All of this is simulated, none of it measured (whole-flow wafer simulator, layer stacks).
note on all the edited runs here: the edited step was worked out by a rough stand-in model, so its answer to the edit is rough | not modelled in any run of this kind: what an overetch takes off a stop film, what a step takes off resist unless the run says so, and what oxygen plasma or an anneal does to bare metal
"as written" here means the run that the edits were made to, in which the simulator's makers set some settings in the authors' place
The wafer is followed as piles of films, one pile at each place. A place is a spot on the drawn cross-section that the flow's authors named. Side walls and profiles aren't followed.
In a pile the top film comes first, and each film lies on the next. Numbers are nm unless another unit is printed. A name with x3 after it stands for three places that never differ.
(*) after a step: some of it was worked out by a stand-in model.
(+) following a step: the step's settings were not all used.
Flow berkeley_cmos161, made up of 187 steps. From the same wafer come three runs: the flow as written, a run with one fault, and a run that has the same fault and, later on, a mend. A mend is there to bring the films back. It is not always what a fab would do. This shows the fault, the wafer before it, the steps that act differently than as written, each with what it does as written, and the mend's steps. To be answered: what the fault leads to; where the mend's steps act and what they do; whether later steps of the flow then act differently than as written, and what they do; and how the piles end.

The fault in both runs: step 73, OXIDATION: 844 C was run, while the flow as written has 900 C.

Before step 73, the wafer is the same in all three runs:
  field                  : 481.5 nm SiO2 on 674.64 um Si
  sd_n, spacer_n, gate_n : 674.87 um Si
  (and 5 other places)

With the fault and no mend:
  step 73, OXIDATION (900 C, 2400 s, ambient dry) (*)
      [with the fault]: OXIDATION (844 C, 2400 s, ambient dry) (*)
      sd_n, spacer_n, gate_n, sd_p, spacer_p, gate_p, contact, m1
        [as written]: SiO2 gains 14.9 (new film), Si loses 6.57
        [with the fault]: SiO2 gains 8.36 (new film), Si loses 3.68
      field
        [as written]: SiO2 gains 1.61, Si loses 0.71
        [with the fault]: SiO2 gains 0.56, Si loses 0.25
  Steps further on in the flow that do not act as written (46 other steps are not shown; they differ only slightly, by no more than 2% or 0.5 nm, whichever is larger):
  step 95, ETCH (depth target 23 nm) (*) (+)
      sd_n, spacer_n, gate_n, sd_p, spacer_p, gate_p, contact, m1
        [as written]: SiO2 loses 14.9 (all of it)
        [with the fault]: SiO2 loses 8.36 (all of it)
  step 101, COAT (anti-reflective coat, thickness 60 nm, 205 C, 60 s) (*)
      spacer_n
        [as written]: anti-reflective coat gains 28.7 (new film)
        [with the fault]: anti-reflective coat gains 29.4 (new film)
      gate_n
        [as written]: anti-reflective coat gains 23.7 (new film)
        [with the fault]: anti-reflective coat gains 24.4 (new film)
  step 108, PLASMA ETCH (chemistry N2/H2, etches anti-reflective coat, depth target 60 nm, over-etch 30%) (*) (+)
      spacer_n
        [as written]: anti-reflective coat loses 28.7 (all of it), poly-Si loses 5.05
        [with the fault]: anti-reflective coat loses 29.4 (all of it), poly-Si loses 4.95
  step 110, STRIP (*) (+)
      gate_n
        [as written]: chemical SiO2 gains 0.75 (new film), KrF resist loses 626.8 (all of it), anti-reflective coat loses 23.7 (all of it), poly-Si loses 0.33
        [with the fault]: chemical SiO2 gains 0.75 (new film), KrF resist loses 624.6 (all of it), anti-reflective coat loses 24.4 (all of it), poly-Si loses 0.33
  When the end is reached, the piles differ only a little from the flow's at the places that both follow, at most by 2% or 0.5 nm, whichever is larger.

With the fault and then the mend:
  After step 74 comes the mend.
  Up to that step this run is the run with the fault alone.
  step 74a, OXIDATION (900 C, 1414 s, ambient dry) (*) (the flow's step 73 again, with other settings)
      sd_n, spacer_n, gate_n, sd_p, spacer_p, gate_p, contact, m1
        SiO2 gains 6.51, Si loses 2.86
      field
        SiO2 gains 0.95, Si loses 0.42
  None of the later steps of the flow differs from how it acts as written, at any place that is followed, by more than 2% or 0.5 nm, whichever is larger.
  When the end is reached, the piles differ only a little from the flow's at the places that both follow, at most by 2% or 0.5 nm, whichever is larger.
